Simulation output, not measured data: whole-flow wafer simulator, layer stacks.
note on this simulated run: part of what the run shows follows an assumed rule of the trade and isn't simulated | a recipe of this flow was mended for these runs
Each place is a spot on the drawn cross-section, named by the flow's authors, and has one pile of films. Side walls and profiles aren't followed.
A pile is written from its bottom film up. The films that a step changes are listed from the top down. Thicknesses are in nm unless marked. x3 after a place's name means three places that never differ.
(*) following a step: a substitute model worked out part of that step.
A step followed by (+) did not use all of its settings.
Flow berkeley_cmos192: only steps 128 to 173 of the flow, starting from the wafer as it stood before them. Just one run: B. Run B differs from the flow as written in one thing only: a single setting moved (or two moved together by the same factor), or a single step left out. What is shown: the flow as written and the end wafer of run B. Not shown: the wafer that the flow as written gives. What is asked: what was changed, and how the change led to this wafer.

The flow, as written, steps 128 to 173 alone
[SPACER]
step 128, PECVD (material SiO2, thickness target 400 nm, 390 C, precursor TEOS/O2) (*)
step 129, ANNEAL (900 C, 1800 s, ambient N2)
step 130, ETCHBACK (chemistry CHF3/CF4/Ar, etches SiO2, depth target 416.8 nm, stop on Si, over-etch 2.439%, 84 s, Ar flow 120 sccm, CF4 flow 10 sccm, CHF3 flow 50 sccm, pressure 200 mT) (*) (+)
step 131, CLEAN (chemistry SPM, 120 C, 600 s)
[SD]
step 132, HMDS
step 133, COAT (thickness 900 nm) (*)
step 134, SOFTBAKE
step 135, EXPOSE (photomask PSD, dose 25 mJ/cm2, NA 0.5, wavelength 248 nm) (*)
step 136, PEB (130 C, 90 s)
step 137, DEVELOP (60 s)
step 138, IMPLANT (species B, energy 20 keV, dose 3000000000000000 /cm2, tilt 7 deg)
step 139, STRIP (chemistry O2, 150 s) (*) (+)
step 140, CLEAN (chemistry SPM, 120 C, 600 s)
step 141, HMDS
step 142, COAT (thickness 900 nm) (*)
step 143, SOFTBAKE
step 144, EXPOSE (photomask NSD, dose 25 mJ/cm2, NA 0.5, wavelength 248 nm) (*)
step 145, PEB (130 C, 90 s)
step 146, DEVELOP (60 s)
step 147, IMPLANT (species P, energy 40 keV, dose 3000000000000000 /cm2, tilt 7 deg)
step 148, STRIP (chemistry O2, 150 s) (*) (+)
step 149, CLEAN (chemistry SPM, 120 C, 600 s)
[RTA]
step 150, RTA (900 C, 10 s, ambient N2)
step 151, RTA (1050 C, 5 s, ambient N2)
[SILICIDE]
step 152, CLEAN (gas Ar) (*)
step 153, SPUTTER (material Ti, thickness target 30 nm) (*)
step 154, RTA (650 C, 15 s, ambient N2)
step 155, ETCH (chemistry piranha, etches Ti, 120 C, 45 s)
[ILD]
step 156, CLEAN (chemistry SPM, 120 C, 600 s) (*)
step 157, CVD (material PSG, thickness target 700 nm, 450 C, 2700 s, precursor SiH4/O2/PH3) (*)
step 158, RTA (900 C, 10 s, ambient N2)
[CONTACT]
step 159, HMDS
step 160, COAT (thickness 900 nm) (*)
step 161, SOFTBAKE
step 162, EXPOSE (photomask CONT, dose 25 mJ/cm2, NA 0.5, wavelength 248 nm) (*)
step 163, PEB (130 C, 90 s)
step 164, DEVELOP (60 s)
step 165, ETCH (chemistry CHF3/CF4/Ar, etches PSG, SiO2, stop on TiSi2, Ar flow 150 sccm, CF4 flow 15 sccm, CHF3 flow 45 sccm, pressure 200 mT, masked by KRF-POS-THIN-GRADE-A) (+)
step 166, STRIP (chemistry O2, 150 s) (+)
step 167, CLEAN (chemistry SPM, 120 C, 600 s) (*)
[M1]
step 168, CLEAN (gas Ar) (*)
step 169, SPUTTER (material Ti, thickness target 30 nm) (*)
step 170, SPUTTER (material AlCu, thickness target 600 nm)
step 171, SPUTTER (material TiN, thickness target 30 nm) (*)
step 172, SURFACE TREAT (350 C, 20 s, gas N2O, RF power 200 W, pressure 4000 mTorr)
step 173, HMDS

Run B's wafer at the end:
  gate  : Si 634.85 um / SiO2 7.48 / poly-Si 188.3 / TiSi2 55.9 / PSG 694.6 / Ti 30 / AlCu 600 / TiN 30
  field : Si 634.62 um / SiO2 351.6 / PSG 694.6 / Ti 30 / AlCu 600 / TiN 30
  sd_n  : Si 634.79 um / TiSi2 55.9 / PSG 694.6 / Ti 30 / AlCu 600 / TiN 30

What caused this: step 128, PECVD: thickness target 370 nm was run, whereas the flow has thickness target 400 nm.

Step by step, how the change led to this:
  step 128, PECVD (material SiO2, thickness target 400 nm, 390 C, precursor TEOS/O2) (*)
      field, sd_n, contact, m1: SiO2 gains 370 (it would be, as written: SiO2 gains 400)
      spacer_n, sd_p, spacer_p: SiO2 gains 357.7 (it would be, as written: SiO2 gains 386.5)
      (as well as at 2 more places)
  step 130, ETCHBACK (chemistry CHF3/CF4/Ar, etches SiO2, depth target 416.8 nm, stop on Si, over-etch 2.439%, 84 s, Ar flow 120 sccm, CF4 flow 10 sccm, CHF3 flow 50 sccm, pressure 200 mT) (*) (+)
      gate, gate_p: SiO2 loses 370 (all of it), chemical SiO2 loses 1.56 (all of it), poly-Si loses 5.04 (it would be, as written: SiO2 loses 400 (all of it), chemical SiO2 loses 1.56 (all of it), poly-Si loses 2.31)
      sd_n: SiO2 loses 376 (all of it), Si loses 5.04 (it would be, as written: SiO2 loses 406 (all of it), Si loses 2.31)
      (as well as at 3 more places)
  step 154, RTA (650 C, 15 s, ambient N2)
      sd_p: Ti loses 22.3, TiSi first gains 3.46 (new film), TiSi2 C49 gains 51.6 (new film), Si loses 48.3 (it would be, as written: Ti loses 22, TiSi first gains 2.72 (new film), TiSi2 C49 gains 51.9 (new film), Si loses 48.2)
  step 158, RTA (900 C, 10 s, ambient N2)
      sd_p: under 1 film: TiSi2 gains 53.3 (new film), TiSi first loses 3.36 (all of it), TiSi2 C49 loses 51.6 (all of it), Si loses 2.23 (it would be, as written: under 1 film: TiSi2 gains 52.6 (new film), TiSi first loses 2.61 (all of it), TiSi2 C49 loses 51.9 (all of it), Si loses 1.74)
  step 160, COAT (thickness 900 nm) (*)
      gate: KrF-resist gains 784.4 (new film) (it would be, as written: KrF-resist gains 803.9 (new film))
      sd_p: KrF-resist gains 1023.5 (new film) (it would be, as written: KrF-resist gains 1044.9 (new film))
      (as well as at 1 more place)
  step 166, STRIP (chemistry O2, 150 s) (+)
      sd_n: KrF-resist loses 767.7 (all of it) (it would be, as written: KrF-resist loses 784.4 (all of it))
      gate: KrF-resist loses 573.7 (all of it) (it would be, as written: KrF-resist loses 593.2 (all of it))
      (as well as at 2 more places)
  step 169, SPUTTER (material Ti, thickness target 30 nm) (*)
      sd_p: Ti gains 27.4 (new film) (it would be, as written: Ti gains 26.8 (new film))
  step 170, SPUTTER (material AlCu, thickness target 600 nm)
      sd_p: AlCu gains 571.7 (new film) (it would be, as written: AlCu gains 557.4 (new film))
  step 171, SPUTTER (material TiN, thickness target 30 nm) (*)
      sd_p: TiN gains 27 (new film) (it would be, as written: TiN gains 26.2 (new film))
